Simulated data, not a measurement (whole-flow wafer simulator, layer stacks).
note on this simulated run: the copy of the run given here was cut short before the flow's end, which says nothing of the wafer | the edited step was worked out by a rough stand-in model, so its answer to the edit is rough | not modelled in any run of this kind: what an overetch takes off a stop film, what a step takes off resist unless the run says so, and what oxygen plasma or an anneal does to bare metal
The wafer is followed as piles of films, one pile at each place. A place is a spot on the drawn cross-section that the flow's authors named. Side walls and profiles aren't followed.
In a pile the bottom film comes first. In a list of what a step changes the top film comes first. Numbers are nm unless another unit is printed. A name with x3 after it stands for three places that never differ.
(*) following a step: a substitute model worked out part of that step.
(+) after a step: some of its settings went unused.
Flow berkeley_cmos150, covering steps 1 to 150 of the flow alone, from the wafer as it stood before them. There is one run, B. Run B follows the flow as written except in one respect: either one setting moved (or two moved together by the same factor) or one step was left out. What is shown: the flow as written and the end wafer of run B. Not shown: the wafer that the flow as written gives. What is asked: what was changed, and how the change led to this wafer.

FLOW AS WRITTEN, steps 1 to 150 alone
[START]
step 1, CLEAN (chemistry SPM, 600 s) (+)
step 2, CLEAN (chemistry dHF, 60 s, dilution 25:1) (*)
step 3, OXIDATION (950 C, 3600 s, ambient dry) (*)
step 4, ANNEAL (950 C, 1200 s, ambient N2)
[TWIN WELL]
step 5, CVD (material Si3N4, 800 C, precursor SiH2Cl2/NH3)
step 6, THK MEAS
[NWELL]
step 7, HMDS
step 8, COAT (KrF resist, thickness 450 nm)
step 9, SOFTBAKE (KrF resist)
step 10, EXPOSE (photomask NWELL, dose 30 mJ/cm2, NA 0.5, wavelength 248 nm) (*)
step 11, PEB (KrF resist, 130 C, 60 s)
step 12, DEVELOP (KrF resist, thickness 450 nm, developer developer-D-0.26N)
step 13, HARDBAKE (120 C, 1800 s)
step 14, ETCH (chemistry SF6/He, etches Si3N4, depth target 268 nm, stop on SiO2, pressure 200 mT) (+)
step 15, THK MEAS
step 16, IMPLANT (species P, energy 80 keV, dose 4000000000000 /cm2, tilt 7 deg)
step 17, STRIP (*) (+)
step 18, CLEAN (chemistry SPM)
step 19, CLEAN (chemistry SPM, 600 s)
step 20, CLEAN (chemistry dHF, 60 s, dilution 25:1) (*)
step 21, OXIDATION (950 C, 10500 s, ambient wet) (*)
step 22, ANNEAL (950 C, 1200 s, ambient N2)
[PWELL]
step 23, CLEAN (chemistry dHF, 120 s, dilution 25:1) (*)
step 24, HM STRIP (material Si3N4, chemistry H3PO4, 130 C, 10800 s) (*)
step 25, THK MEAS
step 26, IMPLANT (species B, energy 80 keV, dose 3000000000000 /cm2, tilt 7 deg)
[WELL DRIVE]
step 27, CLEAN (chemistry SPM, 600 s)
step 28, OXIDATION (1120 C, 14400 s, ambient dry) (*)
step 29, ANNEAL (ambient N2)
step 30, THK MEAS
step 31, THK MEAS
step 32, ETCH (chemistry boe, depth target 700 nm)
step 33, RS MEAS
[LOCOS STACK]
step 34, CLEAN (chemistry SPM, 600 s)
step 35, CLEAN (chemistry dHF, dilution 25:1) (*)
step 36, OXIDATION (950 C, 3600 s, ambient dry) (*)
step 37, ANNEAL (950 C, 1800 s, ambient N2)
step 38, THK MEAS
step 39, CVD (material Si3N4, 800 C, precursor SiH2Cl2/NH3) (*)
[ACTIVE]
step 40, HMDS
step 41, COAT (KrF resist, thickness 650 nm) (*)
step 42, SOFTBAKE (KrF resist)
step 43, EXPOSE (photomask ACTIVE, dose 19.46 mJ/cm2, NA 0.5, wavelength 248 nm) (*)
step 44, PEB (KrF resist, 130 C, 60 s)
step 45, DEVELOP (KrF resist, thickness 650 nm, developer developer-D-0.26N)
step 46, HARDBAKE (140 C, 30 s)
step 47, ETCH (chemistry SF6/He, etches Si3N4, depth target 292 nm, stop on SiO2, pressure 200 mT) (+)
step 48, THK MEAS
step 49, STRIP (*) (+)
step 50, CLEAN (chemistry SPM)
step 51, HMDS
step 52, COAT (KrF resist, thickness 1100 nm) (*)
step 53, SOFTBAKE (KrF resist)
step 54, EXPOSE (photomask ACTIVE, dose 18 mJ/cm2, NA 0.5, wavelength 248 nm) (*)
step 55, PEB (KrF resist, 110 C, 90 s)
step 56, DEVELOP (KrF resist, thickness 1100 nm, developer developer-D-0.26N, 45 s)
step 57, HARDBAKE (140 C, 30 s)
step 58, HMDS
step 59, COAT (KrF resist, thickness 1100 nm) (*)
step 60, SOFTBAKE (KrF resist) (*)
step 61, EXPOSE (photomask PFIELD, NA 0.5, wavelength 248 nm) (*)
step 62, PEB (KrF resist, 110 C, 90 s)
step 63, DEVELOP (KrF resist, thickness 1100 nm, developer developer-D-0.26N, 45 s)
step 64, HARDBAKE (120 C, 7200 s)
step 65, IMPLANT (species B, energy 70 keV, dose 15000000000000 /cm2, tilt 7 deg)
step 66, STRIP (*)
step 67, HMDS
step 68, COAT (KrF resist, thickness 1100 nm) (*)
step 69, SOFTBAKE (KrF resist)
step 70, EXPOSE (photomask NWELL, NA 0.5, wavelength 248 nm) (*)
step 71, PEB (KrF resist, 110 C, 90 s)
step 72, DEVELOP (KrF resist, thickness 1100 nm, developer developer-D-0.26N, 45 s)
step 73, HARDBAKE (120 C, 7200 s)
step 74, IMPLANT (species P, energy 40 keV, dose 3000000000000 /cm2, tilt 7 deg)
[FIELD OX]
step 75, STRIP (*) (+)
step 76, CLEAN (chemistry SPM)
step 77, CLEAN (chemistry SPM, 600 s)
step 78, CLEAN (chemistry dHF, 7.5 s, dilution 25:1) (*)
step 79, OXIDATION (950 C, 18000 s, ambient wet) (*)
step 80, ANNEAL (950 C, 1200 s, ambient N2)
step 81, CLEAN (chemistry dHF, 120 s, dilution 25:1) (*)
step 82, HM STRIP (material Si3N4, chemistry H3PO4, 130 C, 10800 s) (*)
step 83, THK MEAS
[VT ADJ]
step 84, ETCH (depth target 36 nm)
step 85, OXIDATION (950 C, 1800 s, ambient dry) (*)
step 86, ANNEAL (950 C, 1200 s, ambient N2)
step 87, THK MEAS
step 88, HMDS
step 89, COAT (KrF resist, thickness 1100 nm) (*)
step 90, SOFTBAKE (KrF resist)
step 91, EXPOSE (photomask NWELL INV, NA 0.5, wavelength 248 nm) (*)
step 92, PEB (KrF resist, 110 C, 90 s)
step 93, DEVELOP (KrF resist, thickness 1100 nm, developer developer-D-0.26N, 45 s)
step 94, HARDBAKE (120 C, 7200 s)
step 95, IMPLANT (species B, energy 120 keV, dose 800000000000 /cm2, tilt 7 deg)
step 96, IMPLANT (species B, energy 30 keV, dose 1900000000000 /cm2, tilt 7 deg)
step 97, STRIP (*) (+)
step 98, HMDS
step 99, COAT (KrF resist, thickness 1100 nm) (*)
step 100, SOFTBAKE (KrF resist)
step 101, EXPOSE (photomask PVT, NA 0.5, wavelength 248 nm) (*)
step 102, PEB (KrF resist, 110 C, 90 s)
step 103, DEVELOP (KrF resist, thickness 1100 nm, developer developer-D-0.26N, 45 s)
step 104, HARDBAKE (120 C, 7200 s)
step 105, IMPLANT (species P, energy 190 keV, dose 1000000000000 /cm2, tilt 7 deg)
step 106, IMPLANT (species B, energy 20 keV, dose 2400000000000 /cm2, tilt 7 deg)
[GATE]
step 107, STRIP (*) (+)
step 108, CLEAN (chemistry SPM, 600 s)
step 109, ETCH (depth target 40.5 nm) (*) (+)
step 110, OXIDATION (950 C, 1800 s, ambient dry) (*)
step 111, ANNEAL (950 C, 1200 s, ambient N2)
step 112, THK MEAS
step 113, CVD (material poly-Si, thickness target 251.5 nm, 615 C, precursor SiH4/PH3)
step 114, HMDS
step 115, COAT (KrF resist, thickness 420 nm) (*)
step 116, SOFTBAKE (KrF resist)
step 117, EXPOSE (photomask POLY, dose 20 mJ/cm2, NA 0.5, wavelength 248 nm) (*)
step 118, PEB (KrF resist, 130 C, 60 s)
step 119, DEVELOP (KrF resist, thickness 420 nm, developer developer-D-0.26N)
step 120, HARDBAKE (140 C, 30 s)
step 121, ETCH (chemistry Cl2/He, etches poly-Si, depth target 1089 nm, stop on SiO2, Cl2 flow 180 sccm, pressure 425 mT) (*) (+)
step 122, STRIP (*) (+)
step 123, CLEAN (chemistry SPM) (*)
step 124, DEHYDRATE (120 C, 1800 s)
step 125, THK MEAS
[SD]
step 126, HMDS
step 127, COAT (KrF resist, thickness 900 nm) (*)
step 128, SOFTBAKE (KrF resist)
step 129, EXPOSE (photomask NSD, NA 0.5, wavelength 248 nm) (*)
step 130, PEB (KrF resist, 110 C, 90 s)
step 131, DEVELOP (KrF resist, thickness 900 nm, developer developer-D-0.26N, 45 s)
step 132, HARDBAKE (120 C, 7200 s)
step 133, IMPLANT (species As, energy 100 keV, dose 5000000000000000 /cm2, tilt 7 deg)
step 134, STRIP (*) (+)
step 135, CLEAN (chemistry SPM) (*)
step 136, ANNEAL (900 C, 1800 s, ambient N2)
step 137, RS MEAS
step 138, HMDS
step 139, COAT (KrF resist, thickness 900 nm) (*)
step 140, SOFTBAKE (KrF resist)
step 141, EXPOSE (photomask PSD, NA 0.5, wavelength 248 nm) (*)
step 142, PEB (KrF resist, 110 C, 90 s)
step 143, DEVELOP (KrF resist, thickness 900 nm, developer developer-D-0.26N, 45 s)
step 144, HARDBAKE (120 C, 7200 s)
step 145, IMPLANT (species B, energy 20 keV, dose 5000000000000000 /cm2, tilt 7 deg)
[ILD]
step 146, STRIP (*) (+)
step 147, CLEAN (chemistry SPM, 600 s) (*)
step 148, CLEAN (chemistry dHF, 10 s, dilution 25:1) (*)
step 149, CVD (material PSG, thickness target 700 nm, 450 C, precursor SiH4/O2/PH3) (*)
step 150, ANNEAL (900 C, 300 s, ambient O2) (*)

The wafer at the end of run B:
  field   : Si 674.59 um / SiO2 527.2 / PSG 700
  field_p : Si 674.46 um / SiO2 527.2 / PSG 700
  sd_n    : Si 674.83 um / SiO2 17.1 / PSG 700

The reason: step 109, ETCH: depth target 35.8 nm was run, whereas the flow has depth target 40.5 nm.

How this came from the change, step by step:
  step 109, ETCH (depth target 40.5 nm) (*) (+)
      sd_n: -35.8 SiO2 (it would be, as written: -40.4 SiO2 (all of it))
      field, field_p: -35.8 SiO2 (it would be, as written: -40.5 SiO2)
  step 110, OXIDATION (950 C, 1800 s, ambient dry) (*)
      sd_n: +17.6 SiO2, -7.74 Si (it would be, as written: +20.4 SiO2 (new film), -8.98 Si)
